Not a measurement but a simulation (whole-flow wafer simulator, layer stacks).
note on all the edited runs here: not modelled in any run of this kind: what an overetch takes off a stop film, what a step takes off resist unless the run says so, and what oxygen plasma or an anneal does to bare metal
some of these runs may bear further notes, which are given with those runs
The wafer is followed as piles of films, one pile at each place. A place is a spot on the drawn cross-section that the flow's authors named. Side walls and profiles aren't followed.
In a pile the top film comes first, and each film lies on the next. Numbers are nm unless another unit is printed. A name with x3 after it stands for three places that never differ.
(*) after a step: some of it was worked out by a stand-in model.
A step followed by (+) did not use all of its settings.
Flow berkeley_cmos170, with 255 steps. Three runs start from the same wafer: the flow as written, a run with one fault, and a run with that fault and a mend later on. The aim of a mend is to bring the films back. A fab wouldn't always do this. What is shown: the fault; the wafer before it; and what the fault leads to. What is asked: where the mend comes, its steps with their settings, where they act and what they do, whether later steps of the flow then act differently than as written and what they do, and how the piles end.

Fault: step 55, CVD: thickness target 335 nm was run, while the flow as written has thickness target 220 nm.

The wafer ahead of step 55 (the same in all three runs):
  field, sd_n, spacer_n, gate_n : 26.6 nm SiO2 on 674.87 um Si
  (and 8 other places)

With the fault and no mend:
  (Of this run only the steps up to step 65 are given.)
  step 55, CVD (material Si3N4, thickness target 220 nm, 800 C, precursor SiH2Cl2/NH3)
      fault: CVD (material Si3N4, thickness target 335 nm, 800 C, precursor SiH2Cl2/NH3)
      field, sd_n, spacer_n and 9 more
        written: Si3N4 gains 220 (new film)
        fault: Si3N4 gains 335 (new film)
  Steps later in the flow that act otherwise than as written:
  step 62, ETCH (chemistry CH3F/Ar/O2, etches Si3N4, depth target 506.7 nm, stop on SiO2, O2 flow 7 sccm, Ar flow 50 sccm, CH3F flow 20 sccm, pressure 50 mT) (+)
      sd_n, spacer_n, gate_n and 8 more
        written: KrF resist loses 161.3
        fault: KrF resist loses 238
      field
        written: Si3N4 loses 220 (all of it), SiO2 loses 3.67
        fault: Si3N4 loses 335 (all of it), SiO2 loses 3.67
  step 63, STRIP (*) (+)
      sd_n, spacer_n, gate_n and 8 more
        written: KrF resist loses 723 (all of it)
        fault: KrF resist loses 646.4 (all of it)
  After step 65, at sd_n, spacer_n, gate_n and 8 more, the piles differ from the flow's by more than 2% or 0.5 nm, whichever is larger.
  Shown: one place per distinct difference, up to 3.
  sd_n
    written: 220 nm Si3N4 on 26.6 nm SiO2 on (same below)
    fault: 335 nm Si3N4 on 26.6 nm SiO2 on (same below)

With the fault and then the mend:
  After step 55 comes the mend.
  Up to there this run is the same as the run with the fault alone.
  step 55a, ETCH (chemistry h3po4, depth target 385.2 nm)
      field, sd_n, spacer_n and 9 more
        Si3N4 loses 335 (all of it)
  step 55b, CLEAN (chemistry SPM)
      alters no film at any place that is followed
  step 55c, CVD (material Si3N4, thickness target 220 nm, 800 C, precursor SiH2Cl2/NH3) (the flow's step 55 again)
      field, sd_n, spacer_n and 9 more
        Si3N4 gains 220 (new film)
  Every later step of the flow that is run acts as written at every place that is followed.
  At every place that both follow, the piles at the end match the flow's.
